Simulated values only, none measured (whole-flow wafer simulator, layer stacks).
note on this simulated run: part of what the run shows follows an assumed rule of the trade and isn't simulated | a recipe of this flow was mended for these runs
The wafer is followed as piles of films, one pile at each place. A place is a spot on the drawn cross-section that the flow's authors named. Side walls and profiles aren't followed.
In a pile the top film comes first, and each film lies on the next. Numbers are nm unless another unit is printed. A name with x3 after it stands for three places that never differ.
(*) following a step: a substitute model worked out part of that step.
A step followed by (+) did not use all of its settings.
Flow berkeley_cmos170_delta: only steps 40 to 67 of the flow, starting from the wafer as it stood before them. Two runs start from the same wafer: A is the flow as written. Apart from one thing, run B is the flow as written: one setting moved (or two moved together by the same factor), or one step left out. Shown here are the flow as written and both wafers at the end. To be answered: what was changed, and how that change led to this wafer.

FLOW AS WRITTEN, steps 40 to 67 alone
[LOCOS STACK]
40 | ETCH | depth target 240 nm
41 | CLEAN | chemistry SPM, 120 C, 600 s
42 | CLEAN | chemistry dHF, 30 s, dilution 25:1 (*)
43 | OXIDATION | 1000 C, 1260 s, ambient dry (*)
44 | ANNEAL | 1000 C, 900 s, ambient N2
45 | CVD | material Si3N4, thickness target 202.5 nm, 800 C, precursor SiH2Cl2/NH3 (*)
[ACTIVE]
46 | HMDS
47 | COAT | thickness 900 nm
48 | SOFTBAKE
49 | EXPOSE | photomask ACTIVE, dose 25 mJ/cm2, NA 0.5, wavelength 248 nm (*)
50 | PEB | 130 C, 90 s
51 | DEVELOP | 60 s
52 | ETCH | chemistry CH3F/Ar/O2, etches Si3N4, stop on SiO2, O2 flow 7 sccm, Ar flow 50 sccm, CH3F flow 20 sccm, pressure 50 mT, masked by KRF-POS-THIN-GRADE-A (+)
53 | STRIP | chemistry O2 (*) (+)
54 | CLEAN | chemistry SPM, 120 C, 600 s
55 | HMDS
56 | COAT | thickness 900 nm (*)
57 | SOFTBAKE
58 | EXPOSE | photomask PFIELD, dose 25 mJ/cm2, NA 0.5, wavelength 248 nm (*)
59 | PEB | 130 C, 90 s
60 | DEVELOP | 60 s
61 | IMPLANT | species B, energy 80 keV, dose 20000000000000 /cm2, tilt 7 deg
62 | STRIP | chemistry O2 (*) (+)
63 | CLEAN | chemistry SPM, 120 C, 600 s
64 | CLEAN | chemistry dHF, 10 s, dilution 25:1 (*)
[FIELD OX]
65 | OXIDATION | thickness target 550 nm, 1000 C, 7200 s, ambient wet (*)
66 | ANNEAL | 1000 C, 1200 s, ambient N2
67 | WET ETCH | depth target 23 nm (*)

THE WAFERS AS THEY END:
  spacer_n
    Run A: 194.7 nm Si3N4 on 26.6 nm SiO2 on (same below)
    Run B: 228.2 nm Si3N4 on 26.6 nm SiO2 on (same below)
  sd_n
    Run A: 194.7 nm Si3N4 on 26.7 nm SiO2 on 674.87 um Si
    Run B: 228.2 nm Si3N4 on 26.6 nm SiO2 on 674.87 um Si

Cause: step 45, CVD: 812 C was run, whereas the flow has 800 C.

Step by step, how the change led to this:
  45 | CVD | material Si3N4, thickness target 202.5 nm, 800 C, precursor SiH2Cl2/NH3 (*)
      field, sd_n, spacer_n and 6 more: A Si3N4 gains 202.5 (new film) | B Si3N4 gains 236 (new film)
  52 | ETCH | chemistry CH3F/Ar/O2, etches Si3N4, stop on SiO2, O2 flow 7 sccm, Ar flow 50 sccm, CH3F flow 20 sccm, pressure 50 mT, masked by KRF-POS-THIN-GRADE-A (+)
      sd_n, spacer_n, gate, sd_p, spacer_p, gate_p, contact, m1: A KrF-resist loses 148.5 | B KrF-resist loses 170.8
      field: A Si3N4 loses 202.5 (all of it), SiO2 loses 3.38 | B Si3N4 loses 236 (all of it), SiO2 loses 3.38
  53 | STRIP | chemistry O2 (*) (+)
      sd_n, spacer_n, gate, sd_p, spacer_p, gate_p, contact, m1: A KrF-resist loses 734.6 (all of it) | B KrF-resist loses 712.2 (all of it)
  56 | COAT | thickness 900 nm (*)
      sd_n: A KrF-resist gains 794.3 (new film) | B KrF-resist gains 777.3 (new film)
      m1: A KrF-resist gains 795.9 (new film) | B KrF-resist gains 779.7 (new film)
  62 | STRIP | chemistry O2 (*) (+)
      sd_n: A KrF-resist loses 777.7 (all of it) | B KrF-resist loses 760.7 (all of it)
      m1: A KrF-resist loses 779.3 (all of it) | B KrF-resist loses 763.1 (all of it)
  65 | OXIDATION | thickness target 550 nm, 1000 C, 7200 s, ambient wet (*)
      sd_n, sd_p: A SiO2 gains 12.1 (new film), Si3N4 loses 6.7, SiO2 gains 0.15, Si loses 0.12 | B SiO2 gains 12.1 (new film), Si3N4 loses 6.7
